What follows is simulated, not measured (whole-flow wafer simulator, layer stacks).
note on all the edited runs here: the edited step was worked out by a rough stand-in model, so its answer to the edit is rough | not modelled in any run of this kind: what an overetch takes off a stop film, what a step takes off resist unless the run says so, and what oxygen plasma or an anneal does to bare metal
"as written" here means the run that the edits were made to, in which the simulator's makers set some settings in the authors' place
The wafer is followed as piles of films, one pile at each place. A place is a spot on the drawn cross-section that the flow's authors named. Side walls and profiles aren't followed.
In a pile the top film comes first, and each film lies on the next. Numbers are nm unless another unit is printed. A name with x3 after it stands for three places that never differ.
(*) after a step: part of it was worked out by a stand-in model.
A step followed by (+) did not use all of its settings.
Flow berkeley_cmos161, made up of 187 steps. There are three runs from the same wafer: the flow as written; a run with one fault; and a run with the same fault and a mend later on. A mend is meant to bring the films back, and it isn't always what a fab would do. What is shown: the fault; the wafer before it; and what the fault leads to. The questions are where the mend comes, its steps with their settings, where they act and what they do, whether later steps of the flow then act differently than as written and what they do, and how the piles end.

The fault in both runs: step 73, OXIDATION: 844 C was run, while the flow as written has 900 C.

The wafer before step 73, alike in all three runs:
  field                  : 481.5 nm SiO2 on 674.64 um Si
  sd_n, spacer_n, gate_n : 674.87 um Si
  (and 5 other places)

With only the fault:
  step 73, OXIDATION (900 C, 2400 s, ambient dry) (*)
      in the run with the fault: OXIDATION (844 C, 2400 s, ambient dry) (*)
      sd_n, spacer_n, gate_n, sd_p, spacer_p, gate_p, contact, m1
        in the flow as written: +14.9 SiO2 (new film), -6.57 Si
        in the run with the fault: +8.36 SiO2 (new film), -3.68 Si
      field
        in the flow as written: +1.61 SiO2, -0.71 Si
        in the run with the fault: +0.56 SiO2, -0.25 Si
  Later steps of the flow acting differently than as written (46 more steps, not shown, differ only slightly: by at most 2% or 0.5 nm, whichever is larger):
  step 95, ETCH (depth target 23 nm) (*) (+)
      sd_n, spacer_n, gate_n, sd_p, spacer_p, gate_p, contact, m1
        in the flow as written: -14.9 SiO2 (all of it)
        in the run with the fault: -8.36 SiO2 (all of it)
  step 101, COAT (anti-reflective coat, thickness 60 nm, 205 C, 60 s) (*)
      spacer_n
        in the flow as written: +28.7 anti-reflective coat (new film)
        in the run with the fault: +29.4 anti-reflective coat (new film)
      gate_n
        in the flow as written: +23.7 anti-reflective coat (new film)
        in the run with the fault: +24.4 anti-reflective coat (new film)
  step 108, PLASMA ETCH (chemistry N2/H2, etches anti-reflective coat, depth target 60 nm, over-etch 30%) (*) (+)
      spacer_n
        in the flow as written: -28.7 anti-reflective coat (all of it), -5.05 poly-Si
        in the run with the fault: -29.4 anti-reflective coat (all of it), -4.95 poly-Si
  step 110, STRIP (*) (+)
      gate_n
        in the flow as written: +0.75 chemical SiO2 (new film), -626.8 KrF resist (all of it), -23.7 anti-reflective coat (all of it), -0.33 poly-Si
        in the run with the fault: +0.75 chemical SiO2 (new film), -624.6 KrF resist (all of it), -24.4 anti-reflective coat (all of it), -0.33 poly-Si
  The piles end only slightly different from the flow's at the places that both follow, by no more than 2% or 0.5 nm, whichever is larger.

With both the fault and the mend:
  After step 74 comes the mend.
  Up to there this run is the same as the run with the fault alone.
  step 74a, OXIDATION (900 C, 1414 s, ambient dry) (*) (the flow's step 73, run once more with other settings)
      sd_n, spacer_n, gate_n, sd_p, spacer_p, gate_p, contact, m1
        +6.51 SiO2, -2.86 Si
      field
        +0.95 SiO2, -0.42 Si
  Every later step of the flow that is run acts as written, at every place that is followed, to within 2% or 0.5 nm, whichever is larger.
  The piles end only slightly different from the flow's at the places that both follow, by no more than 2% or 0.5 nm, whichever is larger.
